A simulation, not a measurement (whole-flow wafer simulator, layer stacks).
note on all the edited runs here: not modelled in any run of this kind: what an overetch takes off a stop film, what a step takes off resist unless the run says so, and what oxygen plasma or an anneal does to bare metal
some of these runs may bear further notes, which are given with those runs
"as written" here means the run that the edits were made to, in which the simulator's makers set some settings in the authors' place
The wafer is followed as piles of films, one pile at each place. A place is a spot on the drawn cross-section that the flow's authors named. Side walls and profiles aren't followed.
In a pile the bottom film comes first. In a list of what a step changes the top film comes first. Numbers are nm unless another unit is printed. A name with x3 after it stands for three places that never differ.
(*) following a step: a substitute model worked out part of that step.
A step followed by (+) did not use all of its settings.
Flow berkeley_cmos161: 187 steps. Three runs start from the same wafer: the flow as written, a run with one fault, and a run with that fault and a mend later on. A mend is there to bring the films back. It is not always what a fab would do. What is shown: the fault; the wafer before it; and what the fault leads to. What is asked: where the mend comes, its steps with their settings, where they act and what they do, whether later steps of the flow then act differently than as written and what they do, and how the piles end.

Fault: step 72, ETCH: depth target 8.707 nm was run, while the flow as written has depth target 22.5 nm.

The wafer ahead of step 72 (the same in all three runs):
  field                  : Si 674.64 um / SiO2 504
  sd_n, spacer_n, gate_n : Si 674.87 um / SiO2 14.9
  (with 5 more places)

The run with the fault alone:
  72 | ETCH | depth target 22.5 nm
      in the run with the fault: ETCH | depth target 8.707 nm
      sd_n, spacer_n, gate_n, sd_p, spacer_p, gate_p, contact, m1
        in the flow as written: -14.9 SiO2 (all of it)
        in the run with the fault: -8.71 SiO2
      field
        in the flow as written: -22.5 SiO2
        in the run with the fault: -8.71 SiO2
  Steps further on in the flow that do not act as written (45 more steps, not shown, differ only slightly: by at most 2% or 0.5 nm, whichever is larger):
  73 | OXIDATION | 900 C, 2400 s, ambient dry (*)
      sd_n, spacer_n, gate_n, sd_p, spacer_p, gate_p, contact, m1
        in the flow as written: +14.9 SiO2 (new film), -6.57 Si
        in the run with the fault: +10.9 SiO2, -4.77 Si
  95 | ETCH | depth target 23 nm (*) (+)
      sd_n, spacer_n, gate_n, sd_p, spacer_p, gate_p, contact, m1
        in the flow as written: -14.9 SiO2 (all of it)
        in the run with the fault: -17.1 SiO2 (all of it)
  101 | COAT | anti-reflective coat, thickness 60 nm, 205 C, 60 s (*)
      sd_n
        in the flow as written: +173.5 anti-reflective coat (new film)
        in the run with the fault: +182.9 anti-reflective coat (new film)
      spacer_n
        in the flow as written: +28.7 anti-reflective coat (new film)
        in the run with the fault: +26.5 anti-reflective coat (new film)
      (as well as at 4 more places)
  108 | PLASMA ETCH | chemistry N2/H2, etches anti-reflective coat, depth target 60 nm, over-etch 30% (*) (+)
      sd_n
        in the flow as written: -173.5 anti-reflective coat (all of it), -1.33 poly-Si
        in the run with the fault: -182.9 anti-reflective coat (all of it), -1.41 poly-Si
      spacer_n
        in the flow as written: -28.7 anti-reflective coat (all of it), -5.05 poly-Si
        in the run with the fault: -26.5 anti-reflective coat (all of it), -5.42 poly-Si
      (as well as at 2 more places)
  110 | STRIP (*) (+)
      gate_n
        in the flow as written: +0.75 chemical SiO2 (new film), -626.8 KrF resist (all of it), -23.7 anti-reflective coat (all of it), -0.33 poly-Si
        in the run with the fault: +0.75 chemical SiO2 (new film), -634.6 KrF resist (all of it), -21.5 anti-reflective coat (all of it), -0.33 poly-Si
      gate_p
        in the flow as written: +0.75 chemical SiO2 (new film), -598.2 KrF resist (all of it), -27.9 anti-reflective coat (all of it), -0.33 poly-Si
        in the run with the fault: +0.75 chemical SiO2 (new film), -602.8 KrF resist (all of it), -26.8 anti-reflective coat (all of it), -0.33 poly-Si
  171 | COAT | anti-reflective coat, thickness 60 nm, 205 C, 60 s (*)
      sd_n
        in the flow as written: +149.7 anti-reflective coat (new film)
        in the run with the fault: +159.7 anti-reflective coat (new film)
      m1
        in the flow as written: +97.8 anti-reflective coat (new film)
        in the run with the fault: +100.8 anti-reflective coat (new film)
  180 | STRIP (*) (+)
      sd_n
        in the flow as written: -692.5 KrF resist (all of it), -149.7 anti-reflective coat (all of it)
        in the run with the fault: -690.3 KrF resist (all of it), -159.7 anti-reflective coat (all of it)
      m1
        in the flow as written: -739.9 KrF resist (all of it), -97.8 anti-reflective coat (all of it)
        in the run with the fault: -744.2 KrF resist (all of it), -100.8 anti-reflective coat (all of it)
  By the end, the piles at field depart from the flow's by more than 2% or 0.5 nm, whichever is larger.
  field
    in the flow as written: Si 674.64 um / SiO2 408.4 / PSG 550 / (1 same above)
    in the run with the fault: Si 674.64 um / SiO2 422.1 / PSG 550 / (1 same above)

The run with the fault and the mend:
  After step 72 comes the mend.
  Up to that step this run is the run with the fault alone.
  72a | ETCH | depth target 13.79 nm (the flow's step 72, run once more with other settings)
      sd_n, spacer_n, gate_n, sd_p, spacer_p, gate_p, contact, m1
        -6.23 SiO2 (all of it)
      field
        -13.8 SiO2
  Every later step of the flow that is run acts as written, at every place that is followed, to within 2% or 0.5 nm, whichever is larger.
  The piles end the same as the flow's at every place that both follow.
